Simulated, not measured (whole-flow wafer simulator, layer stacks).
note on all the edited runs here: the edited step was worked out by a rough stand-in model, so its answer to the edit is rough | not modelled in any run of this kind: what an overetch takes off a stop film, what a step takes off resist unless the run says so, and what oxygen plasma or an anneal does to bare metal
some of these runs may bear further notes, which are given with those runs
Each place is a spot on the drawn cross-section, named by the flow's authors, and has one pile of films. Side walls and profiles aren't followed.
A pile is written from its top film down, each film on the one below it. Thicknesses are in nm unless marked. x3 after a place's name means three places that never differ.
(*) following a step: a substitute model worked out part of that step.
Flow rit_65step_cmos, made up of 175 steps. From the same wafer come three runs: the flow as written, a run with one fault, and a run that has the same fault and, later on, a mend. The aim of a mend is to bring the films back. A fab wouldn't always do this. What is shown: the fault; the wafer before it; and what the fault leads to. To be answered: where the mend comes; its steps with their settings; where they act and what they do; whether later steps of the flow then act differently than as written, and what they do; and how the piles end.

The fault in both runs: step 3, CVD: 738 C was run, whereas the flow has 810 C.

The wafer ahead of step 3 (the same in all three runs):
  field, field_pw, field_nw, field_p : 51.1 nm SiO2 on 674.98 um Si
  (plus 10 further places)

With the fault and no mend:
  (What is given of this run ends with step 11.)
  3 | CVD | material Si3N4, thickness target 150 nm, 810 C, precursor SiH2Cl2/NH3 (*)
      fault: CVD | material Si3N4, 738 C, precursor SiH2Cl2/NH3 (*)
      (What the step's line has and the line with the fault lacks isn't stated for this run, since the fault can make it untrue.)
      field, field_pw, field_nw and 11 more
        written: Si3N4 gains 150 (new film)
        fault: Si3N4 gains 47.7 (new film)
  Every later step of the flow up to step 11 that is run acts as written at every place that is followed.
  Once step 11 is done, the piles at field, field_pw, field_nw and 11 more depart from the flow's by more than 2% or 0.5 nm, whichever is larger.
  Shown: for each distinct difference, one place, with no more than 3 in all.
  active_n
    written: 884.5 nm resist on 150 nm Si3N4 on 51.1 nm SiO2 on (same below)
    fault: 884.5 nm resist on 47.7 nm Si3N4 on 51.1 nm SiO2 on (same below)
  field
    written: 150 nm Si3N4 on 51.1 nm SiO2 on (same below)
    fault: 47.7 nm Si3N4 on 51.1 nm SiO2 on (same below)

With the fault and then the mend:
  After step 11 comes the mend.
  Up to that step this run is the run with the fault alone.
  11a | STRIP | resist, chemistry O2, 180 s (*)
      active_n, active_p, gate_n and 7 more
        resist loses 884.5 (all of it)
  11b | CLEAN | chemistry SC2, 75 C, 600 s
      does not change any film at any place that is followed
  11c | CVD | material Si3N4, thickness target 102 nm, 810 C, precursor SiH2Cl2/NH3 (*) (a further turn of the flow's step 3, with different settings)
      field, field_pw, field_nw and 11 more
        Si3N4 gains 102
  11d | HMDS | 140 C, 60 s (a further turn of the flow's step 5)
      does not change any film at any place that is followed
  11e | COAT | resist, thickness 1000 nm (a further turn of the flow's step 6)
      field, field_pw, field_nw and 11 more
        resist gains 1000 (new film)
  11f | SOFTBAKE | resist, 90 C, 60 s (a further turn of the flow's step 7)
      does not change any film at any place that is followed
  11g | EXPOSE | photomask M1, dose 225 mJ/cm2, NA 0.6, wavelength 365 nm (a further turn of the flow's step 8)
      does not change any film at any place that is followed
  11h | PEB | resist, 110 C, 60 s (a further turn of the flow's step 9)
      field, field_pw, field_nw and 11 more
        resist loses 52
  11i | DEVELOP | resist, thickness 1000 nm, 50 s (a further turn of the flow's step 10)
      field, field_pw, field_nw, field_p
        resist loses 948 (all of it)
  11j | HARDBAKE | resist, 140 C, 60 s (a further turn of the flow's step 11)
      active_n, active_p, gate_n and 7 more
        resist loses 63.5
  Every later step of the flow that is run acts as written, at every place that is followed, to within 2% or 0.5 nm, whichever is larger.
  The piles end the same as the flow's at every place that both follow.
